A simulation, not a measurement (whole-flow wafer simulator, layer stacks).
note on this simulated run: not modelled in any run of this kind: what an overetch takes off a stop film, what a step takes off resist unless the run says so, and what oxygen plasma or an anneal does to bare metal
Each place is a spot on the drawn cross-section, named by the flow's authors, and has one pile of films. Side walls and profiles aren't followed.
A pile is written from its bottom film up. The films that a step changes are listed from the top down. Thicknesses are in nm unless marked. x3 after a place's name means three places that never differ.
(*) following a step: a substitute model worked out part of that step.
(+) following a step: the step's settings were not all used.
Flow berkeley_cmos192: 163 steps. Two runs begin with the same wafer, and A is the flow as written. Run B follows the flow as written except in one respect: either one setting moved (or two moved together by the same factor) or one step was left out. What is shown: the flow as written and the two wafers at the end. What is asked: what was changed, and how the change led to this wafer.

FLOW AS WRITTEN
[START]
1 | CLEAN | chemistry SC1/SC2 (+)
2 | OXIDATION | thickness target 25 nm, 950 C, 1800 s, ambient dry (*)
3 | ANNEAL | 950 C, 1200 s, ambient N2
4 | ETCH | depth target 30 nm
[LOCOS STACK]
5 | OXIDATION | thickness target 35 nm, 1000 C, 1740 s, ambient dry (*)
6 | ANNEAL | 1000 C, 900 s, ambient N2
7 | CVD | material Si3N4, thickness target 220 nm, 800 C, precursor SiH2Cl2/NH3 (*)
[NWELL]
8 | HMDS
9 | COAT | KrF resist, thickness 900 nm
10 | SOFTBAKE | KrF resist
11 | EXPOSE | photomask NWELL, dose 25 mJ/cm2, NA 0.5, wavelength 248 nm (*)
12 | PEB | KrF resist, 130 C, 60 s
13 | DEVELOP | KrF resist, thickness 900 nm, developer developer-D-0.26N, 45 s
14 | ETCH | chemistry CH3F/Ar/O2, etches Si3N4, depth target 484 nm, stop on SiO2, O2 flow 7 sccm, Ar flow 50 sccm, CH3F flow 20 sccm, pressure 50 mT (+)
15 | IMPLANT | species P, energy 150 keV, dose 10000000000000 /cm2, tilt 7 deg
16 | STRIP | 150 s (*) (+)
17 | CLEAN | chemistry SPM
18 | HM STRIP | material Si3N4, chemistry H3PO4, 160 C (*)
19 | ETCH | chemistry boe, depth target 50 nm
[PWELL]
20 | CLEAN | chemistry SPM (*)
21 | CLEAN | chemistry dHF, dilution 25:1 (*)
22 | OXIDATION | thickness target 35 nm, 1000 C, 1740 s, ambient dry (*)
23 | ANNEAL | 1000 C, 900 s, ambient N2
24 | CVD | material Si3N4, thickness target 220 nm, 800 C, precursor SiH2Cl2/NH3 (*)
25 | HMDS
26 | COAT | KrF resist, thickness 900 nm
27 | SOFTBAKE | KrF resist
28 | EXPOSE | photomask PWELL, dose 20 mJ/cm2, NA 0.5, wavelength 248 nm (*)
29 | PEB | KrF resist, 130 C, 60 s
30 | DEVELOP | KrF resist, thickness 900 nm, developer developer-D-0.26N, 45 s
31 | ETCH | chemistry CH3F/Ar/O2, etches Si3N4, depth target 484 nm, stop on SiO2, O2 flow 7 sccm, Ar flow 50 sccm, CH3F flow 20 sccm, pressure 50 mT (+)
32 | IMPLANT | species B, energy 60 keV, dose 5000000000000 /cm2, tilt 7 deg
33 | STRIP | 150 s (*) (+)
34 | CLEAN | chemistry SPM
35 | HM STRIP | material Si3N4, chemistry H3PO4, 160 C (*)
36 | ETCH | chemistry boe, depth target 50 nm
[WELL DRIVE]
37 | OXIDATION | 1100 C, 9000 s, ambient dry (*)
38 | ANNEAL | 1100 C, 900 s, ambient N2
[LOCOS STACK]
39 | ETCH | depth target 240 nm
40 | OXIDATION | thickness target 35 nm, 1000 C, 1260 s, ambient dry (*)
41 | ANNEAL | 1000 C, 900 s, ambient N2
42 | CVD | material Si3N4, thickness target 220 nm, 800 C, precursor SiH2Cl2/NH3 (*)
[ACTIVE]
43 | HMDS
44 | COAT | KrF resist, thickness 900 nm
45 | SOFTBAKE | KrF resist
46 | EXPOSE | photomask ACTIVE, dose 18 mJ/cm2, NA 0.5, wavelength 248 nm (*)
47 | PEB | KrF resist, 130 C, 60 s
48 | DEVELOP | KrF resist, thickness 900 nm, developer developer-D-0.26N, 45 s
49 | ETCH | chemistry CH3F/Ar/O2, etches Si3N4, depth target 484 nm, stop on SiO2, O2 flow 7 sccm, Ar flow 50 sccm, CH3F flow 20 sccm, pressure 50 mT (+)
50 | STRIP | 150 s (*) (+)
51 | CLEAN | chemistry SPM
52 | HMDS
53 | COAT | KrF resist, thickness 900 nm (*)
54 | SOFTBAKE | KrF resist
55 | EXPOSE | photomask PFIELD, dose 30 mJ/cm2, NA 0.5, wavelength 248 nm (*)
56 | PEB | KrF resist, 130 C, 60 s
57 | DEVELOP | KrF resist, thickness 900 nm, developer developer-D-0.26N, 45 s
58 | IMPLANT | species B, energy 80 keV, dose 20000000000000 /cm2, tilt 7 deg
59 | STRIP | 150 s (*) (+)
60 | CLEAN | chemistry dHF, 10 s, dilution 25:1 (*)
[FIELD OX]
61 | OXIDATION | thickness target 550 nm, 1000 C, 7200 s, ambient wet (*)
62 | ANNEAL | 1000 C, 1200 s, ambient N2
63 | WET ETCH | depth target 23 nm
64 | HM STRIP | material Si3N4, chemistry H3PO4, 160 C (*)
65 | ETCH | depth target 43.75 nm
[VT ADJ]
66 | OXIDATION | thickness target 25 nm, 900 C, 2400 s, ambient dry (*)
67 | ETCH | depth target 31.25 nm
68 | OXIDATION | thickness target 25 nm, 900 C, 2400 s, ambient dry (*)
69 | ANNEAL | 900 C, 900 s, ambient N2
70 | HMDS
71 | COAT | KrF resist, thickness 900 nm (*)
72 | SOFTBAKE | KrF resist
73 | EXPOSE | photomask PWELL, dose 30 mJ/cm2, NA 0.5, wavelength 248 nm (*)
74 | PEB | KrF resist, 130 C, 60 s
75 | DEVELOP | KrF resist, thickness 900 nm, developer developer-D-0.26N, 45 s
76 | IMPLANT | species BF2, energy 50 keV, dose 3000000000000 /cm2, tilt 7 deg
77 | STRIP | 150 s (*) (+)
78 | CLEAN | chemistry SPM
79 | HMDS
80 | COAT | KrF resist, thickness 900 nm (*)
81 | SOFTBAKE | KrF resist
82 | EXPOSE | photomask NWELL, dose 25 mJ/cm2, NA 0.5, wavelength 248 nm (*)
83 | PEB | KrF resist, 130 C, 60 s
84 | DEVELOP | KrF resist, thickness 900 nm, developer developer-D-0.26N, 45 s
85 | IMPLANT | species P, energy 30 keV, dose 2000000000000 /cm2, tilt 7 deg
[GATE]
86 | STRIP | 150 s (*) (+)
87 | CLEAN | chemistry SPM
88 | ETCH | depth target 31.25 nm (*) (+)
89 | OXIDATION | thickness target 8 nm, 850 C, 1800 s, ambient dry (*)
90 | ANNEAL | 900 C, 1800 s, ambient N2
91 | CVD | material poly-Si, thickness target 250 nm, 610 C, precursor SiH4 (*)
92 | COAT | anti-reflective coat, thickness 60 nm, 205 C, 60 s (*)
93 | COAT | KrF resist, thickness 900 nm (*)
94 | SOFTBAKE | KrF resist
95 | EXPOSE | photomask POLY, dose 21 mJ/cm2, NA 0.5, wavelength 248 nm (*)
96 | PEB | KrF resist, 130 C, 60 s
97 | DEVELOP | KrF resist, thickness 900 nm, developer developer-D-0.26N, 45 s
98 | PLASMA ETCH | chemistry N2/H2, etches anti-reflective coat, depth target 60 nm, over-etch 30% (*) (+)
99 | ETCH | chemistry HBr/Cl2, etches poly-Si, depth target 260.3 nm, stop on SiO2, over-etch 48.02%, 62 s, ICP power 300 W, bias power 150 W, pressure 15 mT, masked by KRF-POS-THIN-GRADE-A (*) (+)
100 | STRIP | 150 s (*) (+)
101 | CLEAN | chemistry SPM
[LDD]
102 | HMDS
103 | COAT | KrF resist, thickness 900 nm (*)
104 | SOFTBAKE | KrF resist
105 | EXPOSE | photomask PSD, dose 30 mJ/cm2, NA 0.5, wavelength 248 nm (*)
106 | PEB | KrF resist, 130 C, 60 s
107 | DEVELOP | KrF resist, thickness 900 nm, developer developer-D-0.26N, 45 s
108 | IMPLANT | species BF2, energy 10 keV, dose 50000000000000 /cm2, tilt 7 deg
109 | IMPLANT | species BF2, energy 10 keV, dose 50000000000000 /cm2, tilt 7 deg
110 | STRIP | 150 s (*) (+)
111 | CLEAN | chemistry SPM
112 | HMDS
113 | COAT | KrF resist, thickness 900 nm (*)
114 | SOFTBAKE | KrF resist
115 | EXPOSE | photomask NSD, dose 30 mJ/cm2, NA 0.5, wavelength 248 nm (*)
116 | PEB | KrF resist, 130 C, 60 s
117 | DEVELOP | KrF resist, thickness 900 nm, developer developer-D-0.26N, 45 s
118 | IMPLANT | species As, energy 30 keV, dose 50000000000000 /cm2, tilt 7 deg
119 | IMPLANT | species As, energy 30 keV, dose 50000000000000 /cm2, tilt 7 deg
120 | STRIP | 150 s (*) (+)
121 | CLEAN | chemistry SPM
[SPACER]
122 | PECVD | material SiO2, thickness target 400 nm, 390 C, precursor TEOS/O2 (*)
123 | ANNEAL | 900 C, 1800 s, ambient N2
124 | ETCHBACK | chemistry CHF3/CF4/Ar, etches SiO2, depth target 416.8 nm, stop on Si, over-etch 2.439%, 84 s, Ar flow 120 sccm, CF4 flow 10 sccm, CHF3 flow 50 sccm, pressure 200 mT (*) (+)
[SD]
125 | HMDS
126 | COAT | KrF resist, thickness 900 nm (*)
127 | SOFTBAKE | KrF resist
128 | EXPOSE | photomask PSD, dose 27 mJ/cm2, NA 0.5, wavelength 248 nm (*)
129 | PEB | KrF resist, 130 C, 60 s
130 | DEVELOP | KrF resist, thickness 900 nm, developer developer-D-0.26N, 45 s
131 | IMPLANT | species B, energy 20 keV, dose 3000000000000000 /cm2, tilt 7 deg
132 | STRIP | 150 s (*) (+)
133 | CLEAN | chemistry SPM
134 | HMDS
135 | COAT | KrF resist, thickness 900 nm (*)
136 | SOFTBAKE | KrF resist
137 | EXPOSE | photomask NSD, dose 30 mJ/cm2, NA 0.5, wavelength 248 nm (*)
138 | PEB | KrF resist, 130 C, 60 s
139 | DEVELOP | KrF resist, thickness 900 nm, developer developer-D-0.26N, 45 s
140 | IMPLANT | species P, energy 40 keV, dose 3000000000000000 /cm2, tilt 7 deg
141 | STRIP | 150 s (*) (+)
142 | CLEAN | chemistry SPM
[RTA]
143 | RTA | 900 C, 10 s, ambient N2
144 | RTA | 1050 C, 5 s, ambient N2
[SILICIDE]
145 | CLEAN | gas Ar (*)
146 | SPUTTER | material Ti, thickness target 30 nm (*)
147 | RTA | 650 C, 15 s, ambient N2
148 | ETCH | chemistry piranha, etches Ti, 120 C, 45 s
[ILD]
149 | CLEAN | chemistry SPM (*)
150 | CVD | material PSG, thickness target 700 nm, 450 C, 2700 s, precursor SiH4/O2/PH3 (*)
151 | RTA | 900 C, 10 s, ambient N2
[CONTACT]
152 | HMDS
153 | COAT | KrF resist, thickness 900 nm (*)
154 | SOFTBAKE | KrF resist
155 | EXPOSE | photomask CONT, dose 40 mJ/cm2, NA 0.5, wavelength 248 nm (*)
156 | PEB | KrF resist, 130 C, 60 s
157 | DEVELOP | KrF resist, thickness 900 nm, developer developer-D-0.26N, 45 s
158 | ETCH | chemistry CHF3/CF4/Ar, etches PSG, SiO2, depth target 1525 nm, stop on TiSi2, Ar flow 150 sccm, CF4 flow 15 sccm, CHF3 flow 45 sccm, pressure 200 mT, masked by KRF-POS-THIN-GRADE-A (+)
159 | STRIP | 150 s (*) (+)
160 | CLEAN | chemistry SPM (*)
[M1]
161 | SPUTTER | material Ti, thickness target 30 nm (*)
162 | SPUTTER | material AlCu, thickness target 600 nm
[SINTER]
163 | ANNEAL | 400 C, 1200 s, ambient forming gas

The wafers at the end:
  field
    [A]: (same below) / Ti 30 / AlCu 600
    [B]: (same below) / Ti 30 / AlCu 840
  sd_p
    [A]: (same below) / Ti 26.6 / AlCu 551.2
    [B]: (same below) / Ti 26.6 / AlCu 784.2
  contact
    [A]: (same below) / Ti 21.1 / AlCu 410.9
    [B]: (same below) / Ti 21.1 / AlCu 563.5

What caused this: step 162, SPUTTER: thickness target 840 nm was run, whereas the flow has thickness target 600 nm.
One can read it off the wafer: field has AlCu 840, and step 162 as written asks for 600 nm.

The path from the change to this, step by step:
  162 | SPUTTER | material AlCu, thickness target 600 nm
      field, sd_n, spacer_n, gate, spacer_p, gate_p, m1: A +600 AlCu (new film) | B +840 AlCu (new film)
      sd_p: A +551.2 AlCu (new film) | B +784.2 AlCu (new film)
      (also at 1 further place)
